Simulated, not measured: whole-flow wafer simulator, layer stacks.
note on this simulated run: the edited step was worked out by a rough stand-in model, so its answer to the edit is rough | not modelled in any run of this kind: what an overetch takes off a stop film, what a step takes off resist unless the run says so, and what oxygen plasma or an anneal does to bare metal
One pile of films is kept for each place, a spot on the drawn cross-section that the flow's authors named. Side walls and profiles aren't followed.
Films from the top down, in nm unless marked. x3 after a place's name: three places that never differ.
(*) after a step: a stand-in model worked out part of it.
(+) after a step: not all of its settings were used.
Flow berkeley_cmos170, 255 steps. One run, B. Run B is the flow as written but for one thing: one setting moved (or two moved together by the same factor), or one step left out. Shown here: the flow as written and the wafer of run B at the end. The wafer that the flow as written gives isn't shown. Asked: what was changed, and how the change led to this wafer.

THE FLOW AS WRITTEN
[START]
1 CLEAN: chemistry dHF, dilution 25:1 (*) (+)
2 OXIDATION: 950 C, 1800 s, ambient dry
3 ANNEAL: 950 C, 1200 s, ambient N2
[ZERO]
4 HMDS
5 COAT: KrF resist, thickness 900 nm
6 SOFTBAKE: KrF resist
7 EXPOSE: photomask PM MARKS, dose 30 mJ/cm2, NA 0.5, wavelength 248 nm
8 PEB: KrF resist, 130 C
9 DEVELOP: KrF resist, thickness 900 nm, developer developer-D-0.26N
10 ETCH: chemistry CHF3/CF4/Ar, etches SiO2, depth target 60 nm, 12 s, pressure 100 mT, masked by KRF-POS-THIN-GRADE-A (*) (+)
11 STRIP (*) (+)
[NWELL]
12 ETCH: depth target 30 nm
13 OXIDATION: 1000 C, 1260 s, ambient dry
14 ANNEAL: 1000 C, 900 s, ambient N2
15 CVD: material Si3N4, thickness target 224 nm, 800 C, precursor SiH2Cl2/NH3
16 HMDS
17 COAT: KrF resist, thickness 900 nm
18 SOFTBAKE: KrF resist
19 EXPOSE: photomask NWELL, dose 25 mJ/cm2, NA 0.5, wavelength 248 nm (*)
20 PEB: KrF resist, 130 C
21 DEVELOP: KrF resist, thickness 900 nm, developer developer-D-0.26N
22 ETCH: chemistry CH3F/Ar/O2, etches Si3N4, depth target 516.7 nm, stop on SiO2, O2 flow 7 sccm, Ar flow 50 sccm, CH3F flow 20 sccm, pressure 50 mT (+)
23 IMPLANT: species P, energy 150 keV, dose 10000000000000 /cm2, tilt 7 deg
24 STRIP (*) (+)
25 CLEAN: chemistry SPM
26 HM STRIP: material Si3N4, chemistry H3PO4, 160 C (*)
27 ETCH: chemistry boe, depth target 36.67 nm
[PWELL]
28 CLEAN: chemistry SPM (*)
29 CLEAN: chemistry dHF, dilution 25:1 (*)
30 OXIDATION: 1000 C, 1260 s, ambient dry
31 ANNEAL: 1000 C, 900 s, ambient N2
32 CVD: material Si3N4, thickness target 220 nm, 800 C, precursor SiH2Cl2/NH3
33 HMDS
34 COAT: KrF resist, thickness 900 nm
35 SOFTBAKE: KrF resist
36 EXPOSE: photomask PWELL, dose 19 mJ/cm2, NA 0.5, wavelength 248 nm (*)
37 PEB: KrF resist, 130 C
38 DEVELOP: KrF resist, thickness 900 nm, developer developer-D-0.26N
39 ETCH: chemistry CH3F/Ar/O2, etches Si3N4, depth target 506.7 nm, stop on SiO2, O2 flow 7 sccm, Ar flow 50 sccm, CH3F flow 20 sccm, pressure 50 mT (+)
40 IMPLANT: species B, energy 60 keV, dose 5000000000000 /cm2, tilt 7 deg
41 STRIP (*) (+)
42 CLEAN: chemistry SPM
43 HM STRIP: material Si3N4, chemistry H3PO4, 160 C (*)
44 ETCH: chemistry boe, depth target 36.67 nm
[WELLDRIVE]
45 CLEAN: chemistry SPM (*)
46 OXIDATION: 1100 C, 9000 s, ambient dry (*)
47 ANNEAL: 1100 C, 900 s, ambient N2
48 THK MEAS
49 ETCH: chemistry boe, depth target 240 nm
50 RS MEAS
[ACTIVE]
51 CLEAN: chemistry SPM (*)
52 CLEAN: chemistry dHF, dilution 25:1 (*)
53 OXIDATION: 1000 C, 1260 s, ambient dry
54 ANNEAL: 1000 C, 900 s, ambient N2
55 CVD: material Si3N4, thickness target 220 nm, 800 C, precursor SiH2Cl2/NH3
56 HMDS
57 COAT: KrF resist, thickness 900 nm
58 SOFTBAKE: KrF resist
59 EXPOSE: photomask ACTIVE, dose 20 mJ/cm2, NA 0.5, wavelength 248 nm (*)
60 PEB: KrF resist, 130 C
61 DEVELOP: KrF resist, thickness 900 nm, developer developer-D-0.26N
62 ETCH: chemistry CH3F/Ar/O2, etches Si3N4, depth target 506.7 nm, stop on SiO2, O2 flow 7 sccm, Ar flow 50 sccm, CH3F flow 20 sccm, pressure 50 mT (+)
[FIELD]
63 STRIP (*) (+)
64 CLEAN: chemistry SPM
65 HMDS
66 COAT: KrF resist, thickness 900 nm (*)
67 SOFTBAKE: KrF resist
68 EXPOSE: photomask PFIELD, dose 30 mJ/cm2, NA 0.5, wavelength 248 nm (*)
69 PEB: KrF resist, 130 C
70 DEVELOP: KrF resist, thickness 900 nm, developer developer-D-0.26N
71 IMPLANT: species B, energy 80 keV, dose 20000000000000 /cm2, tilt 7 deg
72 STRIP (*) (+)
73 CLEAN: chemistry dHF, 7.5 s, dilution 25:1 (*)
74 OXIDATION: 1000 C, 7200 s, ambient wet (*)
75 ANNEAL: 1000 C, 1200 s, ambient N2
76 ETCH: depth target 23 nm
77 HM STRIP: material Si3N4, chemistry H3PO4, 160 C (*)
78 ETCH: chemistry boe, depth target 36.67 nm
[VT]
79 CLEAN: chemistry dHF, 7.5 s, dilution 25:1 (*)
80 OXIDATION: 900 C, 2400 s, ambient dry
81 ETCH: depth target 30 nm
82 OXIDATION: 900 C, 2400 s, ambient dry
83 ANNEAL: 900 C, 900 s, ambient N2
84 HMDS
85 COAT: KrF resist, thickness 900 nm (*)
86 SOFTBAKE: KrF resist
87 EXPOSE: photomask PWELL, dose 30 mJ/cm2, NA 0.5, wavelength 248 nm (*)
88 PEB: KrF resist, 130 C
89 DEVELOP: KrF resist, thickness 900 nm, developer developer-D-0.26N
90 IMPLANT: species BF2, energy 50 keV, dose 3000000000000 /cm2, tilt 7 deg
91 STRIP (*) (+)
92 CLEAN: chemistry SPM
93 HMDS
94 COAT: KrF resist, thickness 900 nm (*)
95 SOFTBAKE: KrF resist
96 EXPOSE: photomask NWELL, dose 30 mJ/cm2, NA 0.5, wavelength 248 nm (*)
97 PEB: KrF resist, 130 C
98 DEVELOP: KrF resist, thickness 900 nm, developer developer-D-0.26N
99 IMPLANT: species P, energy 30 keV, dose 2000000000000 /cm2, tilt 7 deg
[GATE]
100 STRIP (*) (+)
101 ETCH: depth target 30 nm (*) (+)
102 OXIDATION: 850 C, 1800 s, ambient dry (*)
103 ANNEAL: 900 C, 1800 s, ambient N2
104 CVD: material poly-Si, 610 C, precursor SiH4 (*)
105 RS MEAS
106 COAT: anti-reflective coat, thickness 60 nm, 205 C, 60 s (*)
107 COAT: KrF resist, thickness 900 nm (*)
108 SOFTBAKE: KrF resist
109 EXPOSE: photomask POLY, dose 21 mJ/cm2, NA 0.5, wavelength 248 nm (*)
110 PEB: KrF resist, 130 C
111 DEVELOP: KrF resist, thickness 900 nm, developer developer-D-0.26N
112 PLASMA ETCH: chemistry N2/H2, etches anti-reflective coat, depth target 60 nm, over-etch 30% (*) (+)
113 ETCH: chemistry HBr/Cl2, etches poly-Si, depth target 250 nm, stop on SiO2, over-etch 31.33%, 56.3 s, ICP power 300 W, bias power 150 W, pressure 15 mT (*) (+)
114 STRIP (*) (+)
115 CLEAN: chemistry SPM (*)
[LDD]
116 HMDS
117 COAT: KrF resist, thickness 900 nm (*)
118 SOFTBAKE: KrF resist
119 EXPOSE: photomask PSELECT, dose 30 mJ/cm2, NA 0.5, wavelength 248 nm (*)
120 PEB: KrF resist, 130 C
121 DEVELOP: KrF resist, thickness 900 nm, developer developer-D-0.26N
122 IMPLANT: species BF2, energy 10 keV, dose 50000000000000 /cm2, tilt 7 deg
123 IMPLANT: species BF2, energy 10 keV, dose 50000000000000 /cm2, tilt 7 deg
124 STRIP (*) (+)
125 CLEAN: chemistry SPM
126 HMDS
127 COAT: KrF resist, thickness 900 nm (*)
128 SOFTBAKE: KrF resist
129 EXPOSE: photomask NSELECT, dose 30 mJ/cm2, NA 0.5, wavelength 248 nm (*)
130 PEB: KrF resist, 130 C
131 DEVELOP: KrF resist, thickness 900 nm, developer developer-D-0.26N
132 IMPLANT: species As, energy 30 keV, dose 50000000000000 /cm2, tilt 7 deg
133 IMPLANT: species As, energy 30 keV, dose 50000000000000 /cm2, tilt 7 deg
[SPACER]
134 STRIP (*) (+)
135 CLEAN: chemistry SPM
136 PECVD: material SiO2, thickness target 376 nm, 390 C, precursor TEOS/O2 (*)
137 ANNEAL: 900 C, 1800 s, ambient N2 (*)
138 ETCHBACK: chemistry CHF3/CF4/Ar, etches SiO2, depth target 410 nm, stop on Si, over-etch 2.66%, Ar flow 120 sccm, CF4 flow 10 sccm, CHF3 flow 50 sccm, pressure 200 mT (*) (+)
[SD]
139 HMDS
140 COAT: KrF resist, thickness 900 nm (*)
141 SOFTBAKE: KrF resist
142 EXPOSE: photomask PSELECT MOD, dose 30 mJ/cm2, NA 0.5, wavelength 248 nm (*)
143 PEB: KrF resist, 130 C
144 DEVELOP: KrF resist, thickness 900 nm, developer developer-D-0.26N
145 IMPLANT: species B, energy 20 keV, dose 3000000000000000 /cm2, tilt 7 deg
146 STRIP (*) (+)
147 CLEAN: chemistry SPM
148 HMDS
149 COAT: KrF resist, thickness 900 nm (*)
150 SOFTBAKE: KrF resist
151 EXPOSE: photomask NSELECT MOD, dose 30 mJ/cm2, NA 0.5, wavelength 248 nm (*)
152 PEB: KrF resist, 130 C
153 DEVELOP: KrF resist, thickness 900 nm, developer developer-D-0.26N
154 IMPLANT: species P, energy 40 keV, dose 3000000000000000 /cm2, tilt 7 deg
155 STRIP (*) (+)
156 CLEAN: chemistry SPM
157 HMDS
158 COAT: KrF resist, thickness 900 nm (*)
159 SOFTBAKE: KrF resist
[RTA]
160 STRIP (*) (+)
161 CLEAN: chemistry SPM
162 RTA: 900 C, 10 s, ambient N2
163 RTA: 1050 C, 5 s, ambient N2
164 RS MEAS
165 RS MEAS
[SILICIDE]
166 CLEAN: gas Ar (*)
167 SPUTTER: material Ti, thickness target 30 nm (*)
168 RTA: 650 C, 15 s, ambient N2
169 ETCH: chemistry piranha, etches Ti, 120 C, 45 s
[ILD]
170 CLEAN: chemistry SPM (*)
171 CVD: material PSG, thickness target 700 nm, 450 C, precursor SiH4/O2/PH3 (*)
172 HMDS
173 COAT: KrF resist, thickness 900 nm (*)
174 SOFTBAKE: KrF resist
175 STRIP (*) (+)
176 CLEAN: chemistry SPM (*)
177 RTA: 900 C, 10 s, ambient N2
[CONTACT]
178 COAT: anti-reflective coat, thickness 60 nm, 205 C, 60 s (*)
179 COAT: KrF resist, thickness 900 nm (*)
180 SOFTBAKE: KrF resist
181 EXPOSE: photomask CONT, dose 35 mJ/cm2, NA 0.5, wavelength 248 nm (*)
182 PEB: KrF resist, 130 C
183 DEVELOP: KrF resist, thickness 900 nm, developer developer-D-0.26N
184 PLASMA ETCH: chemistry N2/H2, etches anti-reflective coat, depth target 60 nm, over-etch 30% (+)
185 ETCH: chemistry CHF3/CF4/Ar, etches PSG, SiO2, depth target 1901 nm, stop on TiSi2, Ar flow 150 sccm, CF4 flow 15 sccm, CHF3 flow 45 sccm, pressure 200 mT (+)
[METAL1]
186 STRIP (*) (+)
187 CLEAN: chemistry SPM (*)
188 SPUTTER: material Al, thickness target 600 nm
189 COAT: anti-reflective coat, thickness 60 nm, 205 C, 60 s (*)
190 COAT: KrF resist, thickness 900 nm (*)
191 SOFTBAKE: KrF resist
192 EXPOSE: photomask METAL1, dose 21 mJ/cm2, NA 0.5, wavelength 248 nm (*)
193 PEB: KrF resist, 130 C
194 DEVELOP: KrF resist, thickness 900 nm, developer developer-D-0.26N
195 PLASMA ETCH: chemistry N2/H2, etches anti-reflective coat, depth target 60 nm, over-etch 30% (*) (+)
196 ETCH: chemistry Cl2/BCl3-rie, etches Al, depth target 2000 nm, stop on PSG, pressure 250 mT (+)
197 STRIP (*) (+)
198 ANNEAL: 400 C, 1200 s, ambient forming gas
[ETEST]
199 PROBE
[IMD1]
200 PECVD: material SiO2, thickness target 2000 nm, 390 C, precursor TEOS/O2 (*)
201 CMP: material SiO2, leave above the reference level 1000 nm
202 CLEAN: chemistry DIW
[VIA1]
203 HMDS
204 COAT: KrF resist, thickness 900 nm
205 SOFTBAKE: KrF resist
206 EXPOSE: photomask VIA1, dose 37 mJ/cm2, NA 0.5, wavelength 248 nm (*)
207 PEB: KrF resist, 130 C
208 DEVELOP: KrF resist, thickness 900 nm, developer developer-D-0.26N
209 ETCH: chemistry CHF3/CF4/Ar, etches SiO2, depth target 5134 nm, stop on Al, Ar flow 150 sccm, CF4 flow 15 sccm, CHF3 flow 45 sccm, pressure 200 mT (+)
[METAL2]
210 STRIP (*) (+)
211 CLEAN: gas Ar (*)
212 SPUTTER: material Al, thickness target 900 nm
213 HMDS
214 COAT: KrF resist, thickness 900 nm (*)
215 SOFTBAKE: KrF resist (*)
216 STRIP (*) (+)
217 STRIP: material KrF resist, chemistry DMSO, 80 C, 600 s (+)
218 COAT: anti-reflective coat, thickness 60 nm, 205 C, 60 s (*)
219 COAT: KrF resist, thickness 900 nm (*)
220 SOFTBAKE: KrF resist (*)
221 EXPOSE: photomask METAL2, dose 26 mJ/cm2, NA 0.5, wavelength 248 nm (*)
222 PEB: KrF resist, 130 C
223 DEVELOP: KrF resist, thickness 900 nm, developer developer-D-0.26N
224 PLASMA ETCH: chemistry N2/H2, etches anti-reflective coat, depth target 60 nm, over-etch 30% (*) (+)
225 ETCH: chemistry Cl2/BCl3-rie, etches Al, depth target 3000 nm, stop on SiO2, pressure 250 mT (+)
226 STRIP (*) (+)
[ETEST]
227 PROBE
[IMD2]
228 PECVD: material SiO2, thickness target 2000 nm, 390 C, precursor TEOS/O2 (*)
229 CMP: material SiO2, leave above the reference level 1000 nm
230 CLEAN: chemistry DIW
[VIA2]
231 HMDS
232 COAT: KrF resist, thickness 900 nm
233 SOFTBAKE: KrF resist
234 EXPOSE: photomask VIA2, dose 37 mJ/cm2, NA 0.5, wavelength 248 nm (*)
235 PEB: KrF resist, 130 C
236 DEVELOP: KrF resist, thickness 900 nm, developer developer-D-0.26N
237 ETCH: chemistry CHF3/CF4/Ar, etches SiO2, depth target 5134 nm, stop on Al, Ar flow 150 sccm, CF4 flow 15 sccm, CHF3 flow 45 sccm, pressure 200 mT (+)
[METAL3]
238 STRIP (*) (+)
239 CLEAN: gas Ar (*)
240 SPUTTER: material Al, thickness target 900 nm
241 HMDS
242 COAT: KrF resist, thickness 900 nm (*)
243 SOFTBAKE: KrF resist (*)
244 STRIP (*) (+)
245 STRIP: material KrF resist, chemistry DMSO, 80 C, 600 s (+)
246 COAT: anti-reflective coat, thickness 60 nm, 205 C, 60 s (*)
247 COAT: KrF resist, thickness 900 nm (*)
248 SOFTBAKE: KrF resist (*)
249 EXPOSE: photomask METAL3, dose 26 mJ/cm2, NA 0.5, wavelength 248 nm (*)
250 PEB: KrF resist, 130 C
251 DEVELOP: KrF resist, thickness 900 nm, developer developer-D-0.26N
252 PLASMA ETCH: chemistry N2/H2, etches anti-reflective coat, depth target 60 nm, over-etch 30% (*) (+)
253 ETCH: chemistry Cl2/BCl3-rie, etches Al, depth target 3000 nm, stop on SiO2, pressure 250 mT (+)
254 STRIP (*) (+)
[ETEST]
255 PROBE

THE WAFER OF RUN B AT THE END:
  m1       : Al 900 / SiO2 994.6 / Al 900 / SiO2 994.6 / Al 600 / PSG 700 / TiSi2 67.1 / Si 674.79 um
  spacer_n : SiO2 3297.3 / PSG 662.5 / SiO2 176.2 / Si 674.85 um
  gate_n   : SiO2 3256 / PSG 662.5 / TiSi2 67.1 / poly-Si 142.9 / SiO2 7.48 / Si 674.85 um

The cause: step 167, SPUTTER: thickness target 36 nm was run, where the flow has thickness target 30 nm.

How the change led to this, step by step:
  167 SPUTTER: material Ti, thickness target 30 nm (*)
      field, sd_n, spacer_n and 9 more: Ti +36 (new film) (as written it would be: Ti +30 (new film))
  168 RTA: 650 C, 15 s, ambient N2
      sd_n, sd_p, contact, m1, via1, m2, via2: Ti -28.1, TiSi first +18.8 (new film), TiSi2 C49 +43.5 (new film), Si -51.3 (as written it would be: Ti -23.4, TiSi first +6.2 (new film), TiSi2 C49 +50.3 (new film), Si -49)
      gate_n, gate_p: Ti -28.1, TiSi first +18.8 (new film), TiSi2 C49 +43.5 (new film), poly-Si -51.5 (as written it would be: Ti -23.4, TiSi first +6.2 (new film), TiSi2 C49 +50.3 (new film), poly-Si -49.2)
  169 ETCH: chemistry piranha, etches Ti, 120 C, 45 s
      sd_n, gate_n, sd_p and 6 more: Ti -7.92 (all of it), TiSi first -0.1 (as written it would be: Ti -6.6 (all of it), TiSi first -0.1)
      field, spacer_n, spacer_p: Ti -36 (all of it) (as written it would be: Ti -30 (all of it))
  177 RTA: 900 C, 10 s, ambient N2
      sd_n, sd_p, contact, m1, via1, m2, via2: under 1 film: TiSi2 +67.1 (new film), TiSi first -18.7 (all of it), TiSi2 C49 -43.5 (all of it), Si -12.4 (as written it would be: under 1 film: TiSi2 +55.9 (new film), TiSi first -6.09 (all of it), TiSi2 C49 -50.3 (all of it), Si -4.05)
      gate_n, gate_p: under 1 film: TiSi2 +67.1 (new film), TiSi first -18.7 (all of it), TiSi2 C49 -43.5 (all of it), poly-Si -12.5 (as written it would be: under 1 film: TiSi2 +55.9 (new film), TiSi first -6.09 (all of it), TiSi2 C49 -50.3 (all of it), poly-Si -4.06)
